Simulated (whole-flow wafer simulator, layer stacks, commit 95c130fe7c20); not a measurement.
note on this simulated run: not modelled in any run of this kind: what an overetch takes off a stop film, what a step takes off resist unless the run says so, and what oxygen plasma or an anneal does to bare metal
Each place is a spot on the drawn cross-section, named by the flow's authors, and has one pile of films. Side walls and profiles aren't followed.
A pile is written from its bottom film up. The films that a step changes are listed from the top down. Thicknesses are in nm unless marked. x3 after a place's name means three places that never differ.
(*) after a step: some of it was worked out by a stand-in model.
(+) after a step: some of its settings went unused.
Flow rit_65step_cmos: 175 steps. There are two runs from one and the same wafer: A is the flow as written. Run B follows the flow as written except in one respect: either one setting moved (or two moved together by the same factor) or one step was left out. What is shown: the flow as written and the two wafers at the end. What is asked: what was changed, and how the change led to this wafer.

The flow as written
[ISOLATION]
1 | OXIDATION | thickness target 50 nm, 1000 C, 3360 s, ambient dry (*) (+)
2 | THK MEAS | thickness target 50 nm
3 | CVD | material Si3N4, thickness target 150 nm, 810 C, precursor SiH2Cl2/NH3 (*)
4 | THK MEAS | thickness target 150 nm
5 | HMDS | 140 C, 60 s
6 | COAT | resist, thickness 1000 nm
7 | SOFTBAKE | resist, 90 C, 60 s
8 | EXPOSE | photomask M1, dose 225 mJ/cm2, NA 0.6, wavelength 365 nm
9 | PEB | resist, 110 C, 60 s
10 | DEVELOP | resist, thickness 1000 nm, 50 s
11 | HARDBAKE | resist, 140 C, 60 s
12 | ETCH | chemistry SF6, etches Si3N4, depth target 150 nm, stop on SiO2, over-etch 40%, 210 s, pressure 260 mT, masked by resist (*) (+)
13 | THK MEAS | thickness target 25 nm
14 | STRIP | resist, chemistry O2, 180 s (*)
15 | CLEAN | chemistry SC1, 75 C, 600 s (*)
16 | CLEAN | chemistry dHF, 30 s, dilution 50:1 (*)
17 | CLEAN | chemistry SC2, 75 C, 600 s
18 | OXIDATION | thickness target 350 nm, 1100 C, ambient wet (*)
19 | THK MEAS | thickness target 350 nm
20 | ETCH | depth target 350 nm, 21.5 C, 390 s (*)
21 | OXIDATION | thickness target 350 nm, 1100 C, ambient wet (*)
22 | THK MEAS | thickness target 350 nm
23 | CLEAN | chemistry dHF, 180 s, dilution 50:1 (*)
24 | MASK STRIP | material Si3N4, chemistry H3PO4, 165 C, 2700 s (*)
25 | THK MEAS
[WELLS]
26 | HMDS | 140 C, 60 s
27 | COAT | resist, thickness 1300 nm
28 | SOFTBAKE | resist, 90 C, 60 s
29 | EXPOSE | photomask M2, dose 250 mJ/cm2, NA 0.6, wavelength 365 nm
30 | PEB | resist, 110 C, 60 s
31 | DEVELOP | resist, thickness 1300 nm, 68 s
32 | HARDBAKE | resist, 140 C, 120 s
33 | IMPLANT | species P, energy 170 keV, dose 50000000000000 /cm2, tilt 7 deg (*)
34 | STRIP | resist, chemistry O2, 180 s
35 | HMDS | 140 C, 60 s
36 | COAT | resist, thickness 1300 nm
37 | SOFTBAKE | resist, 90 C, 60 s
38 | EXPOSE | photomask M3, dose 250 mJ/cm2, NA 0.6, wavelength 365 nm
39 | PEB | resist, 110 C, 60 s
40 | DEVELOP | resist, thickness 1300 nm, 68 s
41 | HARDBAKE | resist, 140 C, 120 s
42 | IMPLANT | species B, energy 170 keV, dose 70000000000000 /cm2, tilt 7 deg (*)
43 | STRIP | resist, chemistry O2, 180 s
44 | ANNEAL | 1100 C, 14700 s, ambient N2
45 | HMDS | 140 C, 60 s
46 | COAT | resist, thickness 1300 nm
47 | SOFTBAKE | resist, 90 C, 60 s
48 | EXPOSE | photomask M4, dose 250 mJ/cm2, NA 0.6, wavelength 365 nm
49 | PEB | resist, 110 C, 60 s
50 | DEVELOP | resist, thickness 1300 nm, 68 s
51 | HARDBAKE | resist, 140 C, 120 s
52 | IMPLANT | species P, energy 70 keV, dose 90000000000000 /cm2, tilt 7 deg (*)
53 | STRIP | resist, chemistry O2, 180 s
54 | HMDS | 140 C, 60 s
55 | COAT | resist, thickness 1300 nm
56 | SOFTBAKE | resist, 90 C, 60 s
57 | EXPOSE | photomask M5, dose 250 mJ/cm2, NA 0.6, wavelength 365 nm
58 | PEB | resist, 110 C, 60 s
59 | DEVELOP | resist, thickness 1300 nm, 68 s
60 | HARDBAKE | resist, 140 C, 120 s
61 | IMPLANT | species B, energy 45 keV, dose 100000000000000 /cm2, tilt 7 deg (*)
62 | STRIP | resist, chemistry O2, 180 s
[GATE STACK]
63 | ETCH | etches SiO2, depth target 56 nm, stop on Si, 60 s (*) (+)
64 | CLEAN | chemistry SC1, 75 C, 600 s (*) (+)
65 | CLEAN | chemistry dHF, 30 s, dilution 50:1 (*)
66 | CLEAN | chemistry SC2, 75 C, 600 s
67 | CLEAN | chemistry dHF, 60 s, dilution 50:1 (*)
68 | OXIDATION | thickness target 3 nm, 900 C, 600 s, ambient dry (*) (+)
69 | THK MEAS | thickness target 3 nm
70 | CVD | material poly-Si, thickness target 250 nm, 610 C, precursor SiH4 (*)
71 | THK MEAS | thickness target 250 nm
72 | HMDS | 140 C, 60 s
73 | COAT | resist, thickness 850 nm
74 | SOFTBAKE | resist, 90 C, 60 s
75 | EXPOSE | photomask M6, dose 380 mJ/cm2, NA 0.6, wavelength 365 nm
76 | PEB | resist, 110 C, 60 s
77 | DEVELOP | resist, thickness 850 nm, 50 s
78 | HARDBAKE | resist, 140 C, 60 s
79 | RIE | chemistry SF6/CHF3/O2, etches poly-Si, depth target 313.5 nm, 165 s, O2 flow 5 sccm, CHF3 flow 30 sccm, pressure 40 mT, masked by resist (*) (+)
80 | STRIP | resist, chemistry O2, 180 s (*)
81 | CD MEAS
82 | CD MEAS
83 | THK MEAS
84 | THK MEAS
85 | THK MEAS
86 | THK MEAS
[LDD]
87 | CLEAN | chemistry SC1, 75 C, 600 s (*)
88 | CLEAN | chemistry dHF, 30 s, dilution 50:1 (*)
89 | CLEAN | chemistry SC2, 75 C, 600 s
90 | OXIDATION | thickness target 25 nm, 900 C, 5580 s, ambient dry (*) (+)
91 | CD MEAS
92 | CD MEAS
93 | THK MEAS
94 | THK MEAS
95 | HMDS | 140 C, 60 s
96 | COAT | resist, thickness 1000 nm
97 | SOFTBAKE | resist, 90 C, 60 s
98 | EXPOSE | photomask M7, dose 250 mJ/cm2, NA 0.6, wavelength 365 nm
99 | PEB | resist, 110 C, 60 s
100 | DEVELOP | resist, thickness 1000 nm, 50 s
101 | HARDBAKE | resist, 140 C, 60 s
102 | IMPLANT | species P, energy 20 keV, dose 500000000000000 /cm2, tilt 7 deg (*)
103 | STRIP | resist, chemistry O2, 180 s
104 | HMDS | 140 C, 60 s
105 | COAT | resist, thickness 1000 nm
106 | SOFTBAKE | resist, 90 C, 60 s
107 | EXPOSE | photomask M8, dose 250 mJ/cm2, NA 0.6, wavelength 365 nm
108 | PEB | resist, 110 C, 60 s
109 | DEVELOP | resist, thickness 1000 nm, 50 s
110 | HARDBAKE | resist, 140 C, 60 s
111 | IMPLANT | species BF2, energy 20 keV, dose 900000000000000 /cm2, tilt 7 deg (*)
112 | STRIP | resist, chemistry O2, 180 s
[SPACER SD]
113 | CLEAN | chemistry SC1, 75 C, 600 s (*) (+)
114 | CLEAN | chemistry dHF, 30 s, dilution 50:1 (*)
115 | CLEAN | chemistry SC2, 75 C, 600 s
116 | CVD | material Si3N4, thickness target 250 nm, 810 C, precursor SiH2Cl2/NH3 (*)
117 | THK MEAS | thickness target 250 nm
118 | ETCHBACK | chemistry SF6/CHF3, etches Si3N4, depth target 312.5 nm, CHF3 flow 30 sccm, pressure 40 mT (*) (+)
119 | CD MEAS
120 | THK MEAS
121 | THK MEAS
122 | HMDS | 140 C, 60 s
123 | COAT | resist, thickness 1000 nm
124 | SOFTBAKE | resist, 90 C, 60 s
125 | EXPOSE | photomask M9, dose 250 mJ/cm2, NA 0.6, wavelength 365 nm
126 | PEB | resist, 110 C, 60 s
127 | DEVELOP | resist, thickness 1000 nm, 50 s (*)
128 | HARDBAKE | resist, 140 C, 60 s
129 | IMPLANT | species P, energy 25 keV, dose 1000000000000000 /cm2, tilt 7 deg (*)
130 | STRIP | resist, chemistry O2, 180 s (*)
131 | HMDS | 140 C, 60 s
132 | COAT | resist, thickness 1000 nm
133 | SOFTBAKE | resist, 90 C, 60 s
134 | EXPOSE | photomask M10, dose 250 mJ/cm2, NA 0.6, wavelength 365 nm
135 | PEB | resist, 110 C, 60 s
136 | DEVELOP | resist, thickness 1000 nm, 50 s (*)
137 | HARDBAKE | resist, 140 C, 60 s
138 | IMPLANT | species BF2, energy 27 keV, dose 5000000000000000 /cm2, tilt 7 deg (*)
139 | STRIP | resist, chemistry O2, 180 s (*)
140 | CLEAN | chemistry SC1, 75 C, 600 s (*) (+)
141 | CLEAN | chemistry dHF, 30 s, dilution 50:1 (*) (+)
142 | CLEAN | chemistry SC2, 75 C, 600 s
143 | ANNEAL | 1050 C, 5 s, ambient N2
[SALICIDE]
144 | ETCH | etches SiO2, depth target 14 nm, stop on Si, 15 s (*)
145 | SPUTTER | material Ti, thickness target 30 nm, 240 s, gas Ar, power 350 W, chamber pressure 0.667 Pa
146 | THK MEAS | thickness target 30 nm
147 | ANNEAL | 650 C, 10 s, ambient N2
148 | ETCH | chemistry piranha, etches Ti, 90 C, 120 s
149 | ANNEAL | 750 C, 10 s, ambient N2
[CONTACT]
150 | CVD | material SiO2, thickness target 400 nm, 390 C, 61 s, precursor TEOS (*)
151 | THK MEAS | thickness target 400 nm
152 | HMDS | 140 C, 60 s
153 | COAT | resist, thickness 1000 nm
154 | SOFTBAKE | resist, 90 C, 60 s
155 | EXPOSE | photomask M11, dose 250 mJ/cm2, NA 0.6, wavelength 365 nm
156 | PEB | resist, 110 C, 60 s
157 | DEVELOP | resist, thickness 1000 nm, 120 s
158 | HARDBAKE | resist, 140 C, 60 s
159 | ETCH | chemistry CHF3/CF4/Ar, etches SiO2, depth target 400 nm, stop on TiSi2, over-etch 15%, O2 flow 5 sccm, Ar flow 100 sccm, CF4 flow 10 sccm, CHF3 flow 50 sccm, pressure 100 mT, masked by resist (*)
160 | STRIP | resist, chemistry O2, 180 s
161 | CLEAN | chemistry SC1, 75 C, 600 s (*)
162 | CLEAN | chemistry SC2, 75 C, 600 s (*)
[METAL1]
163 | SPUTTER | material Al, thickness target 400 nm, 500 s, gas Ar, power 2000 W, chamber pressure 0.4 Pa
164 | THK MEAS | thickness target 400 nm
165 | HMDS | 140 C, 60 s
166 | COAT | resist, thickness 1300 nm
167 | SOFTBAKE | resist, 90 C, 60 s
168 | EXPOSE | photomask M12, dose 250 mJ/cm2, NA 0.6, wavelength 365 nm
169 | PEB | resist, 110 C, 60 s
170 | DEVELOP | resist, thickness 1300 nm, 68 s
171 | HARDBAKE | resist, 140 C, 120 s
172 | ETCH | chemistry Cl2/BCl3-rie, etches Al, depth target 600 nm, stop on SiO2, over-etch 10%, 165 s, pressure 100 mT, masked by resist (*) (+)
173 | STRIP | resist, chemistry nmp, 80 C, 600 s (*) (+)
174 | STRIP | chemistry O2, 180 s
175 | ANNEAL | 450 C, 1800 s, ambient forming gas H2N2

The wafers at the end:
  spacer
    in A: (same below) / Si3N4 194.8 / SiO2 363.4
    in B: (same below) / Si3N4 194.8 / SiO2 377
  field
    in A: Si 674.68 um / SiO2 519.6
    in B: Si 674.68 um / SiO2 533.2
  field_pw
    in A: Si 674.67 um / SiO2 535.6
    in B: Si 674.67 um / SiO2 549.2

What caused this: step 163, SPUTTER: power 2544 W was run, whereas the flow has power 2000 W.

Step by step, how the change led to this:
  163 | SPUTTER | material Al, thickness target 400 nm, 500 s, gas Ar, power 2000 W, chamber pressure 0.4 Pa
      field, field_pw, field_p, spacer, spacer_p: A Al gains 400 (new film) | B Al gains 508.8 (new film)
      gate_n, gate_p: A Al gains 396 (new film) | B Al gains 494.5 (new film)
      (also at 1 further place)
  172 | ETCH | chemistry Cl2/BCl3-rie, etches Al, depth target 600 nm, stop on SiO2, over-etch 10%, 165 s, pressure 100 mT, masked by resist (*) (+)
      field, field_pw, field_p, spacer, spacer_p: A Al loses 400 (all of it), SiO2 loses 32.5 | B Al loses 508.8 (all of it), SiO2 loses 18.9
      gate_n, gate_p: A Al loses 396 (all of it), SiO2 loses 33 | B Al loses 494.5 (all of it), SiO2 loses 20.7
      (also at 1 further place)
